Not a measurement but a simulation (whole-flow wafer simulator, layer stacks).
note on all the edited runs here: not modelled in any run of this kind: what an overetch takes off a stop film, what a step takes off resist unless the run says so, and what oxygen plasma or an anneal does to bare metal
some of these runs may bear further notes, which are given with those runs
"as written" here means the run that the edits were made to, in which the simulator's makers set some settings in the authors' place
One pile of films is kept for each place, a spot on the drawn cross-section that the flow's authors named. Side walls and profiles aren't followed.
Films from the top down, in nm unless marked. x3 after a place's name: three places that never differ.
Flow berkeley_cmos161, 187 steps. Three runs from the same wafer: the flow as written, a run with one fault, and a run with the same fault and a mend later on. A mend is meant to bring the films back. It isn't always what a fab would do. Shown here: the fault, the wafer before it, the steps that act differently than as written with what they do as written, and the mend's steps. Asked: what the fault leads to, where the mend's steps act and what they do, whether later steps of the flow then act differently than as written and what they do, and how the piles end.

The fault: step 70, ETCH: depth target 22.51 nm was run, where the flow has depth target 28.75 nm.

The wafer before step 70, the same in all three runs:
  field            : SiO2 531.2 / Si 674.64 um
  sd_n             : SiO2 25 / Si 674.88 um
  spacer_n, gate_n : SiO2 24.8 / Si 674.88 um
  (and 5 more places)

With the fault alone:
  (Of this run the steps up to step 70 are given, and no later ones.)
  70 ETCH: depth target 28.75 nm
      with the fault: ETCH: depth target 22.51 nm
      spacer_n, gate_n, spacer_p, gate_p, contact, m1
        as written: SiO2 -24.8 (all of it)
        with the fault: SiO2 -22.5
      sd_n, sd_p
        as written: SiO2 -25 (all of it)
        with the fault: SiO2 -22.5
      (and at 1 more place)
  After step 70 the piles differ from the flow's by more than 2% or 0.5 nm, whichever is larger, at sd_n, spacer_n, gate_n, sd_p, spacer_p, gate_p, contact, m1.
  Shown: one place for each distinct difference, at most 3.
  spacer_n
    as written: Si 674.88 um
    with the fault: SiO2 2.29 / Si 674.88 um
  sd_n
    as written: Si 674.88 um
    with the fault: SiO2 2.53 / Si 674.88 um

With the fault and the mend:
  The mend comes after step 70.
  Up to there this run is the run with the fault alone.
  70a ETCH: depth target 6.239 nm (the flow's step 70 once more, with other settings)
      spacer_n, gate_n, spacer_p, gate_p, contact, m1
        SiO2 -2.29 (all of it)
      sd_n, sd_p
        SiO2 -2.53 (all of it)
      field
        SiO2 -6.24
  No later step of the flow acts differently than as written at any place that is followed.
  At the end the piles are the same as the flow's at every place that both follow.
